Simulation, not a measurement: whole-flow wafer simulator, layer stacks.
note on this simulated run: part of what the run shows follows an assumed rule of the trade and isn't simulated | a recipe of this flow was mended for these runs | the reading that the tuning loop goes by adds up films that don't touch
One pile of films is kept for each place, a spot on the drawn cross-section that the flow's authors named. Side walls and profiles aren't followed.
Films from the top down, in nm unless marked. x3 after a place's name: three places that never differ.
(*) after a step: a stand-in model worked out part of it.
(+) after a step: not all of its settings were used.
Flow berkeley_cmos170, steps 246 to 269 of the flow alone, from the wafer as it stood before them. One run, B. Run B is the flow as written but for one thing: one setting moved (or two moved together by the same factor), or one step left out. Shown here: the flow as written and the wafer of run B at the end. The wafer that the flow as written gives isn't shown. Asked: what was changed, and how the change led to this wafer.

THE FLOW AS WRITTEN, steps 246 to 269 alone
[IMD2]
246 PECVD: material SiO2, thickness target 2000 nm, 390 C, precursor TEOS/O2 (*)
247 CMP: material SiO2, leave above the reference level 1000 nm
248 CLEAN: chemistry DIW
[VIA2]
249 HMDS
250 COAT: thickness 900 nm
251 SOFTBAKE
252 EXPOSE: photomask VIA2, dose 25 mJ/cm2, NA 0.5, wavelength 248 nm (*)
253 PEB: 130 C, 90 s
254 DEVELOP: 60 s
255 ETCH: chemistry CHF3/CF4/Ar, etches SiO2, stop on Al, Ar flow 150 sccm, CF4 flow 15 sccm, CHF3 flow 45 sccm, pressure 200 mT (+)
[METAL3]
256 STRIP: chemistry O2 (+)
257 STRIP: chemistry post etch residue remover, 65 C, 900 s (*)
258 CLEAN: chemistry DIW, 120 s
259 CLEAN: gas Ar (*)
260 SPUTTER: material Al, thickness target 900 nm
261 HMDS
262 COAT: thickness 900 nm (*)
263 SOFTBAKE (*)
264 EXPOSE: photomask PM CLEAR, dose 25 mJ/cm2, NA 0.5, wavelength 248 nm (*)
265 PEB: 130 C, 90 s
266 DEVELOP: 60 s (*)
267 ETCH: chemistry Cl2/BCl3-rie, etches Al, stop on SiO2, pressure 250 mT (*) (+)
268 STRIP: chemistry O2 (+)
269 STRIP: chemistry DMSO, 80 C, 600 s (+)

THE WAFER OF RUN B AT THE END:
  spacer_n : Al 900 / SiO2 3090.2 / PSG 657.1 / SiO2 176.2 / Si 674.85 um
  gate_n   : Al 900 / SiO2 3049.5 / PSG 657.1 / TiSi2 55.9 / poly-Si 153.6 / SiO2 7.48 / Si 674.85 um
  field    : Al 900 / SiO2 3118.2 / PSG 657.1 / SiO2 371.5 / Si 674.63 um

The cause: step 246, PECVD: thickness target 1700 nm was run, where the flow has thickness target 2000 nm.

How the change led to this, step by step:
  246 PECVD: material SiO2, thickness target 2000 nm, 390 C, precursor TEOS/O2 (*)
      field, mark, sd_n, spacer_n, gate_n, sd_p, spacer_p, gate_p: SiO2 +1700 (as written it would be: SiO2 +2000)
      contact, m1, m2, via2: SiO2 +1700 (new film) (as written it would be: SiO2 +2000 (new film))
      (and at 1 more place)
  247 CMP: material SiO2, leave above the reference level 1000 nm
      field, sd_n, spacer_n, gate_n, sd_p, spacer_p, gate_p: nothing (as written it would be: SiO2 -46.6)
      contact, m1, via1, m2, via2: SiO2 -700 (as written it would be: SiO2 -1000)
  250 COAT: thickness 900 nm
      sd_n: KrF-resist +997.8 (new film) (as written it would be: KrF-resist +900 (new film))
      contact: KrF-resist +801.3 (new film) (as written it would be: KrF-resist +900 (new film))
      (and at 4 more places)
  254 DEVELOP: 60 s
      via2: KrF-resist -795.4 (all of it) (as written it would be: KrF-resist -898 (all of it))
  256 STRIP: chemistry O2 (+)
      sd_n: KrF-resist -705.2 (all of it) (as written it would be: KrF-resist -607.6 (all of it))
      contact: KrF-resist -509.2 (all of it) (as written it would be: KrF-resist -607.6 (all of it))
      (and at 3 more places)
  262 COAT: thickness 900 nm (*)
      sd_n: KrF-resist +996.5 (new film) (as written it would be: KrF-resist +899.3 (new film))
      contact: KrF-resist +794.7 (new film) (as written it would be: KrF-resist +898.4 (new film))
      (and at 4 more places)
  265 PEB: 130 C, 90 s
      via2: KrF-resist -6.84 (as written it would be: KrF-resist -7.55)
  268 STRIP: chemistry O2 (+)
      sd_n: KrF-resist -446 (all of it) (as written it would be: KrF-resist -349 (all of it))
      sd_p: KrF-resist -357.2 (all of it) (as written it would be: KrF-resist -349.5 (all of it))
      (and at 7 more places)
